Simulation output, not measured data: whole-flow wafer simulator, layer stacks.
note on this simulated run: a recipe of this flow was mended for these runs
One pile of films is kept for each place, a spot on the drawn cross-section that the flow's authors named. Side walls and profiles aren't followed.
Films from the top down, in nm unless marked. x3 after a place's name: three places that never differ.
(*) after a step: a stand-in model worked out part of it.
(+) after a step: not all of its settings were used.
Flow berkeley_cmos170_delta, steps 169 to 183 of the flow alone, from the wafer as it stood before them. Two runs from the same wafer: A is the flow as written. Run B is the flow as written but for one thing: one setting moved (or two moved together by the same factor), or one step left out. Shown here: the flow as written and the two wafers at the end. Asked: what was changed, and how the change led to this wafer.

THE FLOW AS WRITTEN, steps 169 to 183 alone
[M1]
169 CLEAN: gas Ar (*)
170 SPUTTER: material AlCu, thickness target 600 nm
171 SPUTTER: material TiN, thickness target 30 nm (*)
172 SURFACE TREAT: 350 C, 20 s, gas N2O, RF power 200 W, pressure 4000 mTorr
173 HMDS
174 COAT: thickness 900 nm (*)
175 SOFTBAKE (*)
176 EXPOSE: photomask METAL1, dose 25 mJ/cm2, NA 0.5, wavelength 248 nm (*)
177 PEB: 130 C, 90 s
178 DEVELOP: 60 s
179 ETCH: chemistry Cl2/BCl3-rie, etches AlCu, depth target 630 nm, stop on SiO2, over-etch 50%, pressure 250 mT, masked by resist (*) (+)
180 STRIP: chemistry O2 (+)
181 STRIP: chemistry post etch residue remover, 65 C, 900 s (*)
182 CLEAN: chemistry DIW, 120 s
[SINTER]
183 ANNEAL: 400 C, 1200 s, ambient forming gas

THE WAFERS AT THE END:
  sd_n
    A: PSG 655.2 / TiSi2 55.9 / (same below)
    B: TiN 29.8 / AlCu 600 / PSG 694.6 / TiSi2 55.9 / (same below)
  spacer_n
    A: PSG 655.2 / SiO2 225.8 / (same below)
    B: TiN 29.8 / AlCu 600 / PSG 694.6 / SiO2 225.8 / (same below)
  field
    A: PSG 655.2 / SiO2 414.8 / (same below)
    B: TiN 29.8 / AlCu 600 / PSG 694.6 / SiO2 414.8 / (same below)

The cause: step 179, ETCH: chemistry Cl2/BCl3-rie, etches AlCu, depth target 630 nm, stop on SiO2, over-etch 50%, pressure 250 mT, masked by resist (*) (+), was left out.

How the change led to this, step by step:
  180 STRIP: chemistry O2 (+)
      contact: A KrF-resist -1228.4 (all of it) | B KrF-resist -1700.9 (all of it)
      m1: A KrF-resist -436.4 (all of it) | B KrF-resist -908.9 (all of it)
Counting metal films that touch as one body, sd_n has 1 body; the flow as written gives 0 bodies.
Counting metal films that touch as one body, spacer_n has 1 body; the flow as written gives 0 bodies.
Counting metal films that touch as one body, field has 1 body; the flow as written gives 0 bodies.
